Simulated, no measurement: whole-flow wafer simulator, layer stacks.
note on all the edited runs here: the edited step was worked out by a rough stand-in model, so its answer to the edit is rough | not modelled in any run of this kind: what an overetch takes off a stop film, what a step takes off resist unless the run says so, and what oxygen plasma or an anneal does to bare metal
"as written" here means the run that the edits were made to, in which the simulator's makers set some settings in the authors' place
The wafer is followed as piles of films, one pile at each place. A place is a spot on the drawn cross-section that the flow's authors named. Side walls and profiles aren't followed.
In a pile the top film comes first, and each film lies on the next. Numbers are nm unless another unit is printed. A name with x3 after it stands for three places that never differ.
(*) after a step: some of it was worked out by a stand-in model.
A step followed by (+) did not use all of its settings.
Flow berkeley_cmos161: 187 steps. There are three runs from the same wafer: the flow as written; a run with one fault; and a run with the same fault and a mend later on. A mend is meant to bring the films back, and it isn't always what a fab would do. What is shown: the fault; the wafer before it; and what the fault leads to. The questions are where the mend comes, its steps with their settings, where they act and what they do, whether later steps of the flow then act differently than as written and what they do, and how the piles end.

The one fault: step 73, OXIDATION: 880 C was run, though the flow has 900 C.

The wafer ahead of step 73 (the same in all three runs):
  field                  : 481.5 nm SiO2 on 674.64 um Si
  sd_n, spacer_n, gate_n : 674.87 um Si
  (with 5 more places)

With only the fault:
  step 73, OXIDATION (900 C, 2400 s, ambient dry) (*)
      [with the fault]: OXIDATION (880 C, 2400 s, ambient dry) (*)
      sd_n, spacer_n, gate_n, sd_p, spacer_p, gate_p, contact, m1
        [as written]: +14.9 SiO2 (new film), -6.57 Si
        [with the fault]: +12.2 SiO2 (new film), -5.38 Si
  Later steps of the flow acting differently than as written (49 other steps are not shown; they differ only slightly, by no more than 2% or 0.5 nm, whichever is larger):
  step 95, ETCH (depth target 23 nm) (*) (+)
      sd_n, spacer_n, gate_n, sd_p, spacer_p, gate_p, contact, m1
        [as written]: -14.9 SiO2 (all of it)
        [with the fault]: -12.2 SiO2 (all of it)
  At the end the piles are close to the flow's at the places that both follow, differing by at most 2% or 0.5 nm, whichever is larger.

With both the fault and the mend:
  The mend stands after step 81.
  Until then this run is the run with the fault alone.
  step 81a, STRIP (*) (+)
      sd_p
        -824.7 KrF resist (all of it)
      spacer_p
        -806.9 KrF resist (all of it)
      gate_p
        -805.8 KrF resist (all of it)
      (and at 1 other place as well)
  step 81b, CLEAN (chemistry SPM)
      does not change any film at any place that is followed
  step 81c, OXIDATION (900 C, 635 s, ambient dry) (*) (the flow's step 73, run once more with other settings)
      sd_n, spacer_n, gate_n, sd_p, spacer_p, gate_p, contact, m1
        +2.7 SiO2, -1.19 Si
      field
        +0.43 SiO2, -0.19 Si
  step 81d, HMDS (the flow's step 75, run once more)
      does not change any film at any place that is followed
  step 81e, COAT (KrF resist, thickness 900 nm) (*) (the flow's step 76, run once more)
      field
        +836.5 KrF resist (new film)
      sd_n
        +1024.5 KrF resist (new film)
      spacer_n
        +984.7 KrF resist (new film)
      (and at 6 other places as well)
  step 81f, SOFTBAKE (KrF resist) (the flow's step 77, run once more)
      does not change any film at any place that is followed
  step 81g, EXPOSE (photomask PWELL, dose 30 mJ/cm2, NA 0.5, wavelength 248 nm) (*) (the flow's step 78, run once more)
      does not change any film at any place that is followed
  step 81h, PEB (KrF resist, 130 C) (the flow's step 79, run once more)
      sd_n, m1
        -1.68 KrF resist
      spacer_n, gate_n
        -1.61 KrF resist
      spacer_p, gate_p
        -1.6 KrF resist
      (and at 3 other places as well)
  step 81i, DEVELOP (KrF resist, thickness 900 nm, developer developer-D-0.26N) (the flow's step 80, run once more)
      sd_p, spacer_p, gate_p, m1
        -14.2 KrF resist
      field
        -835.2 KrF resist (all of it)
      sd_n
        -1022.8 KrF resist (all of it)
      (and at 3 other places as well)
  step 81j, HARDBAKE (140 C, 30 s) (the flow's step 81, run once more)
      sd_p
        -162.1 KrF resist
      spacer_p
        -158.7 KrF resist
      gate_p
        -158.5 KrF resist
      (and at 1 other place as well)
  None of the later steps of the flow differs from how it acts as written, at any place that is followed, by more than 2% or 0.5 nm, whichever is larger.
  At every place that both follow, the piles at the end match the flow's.
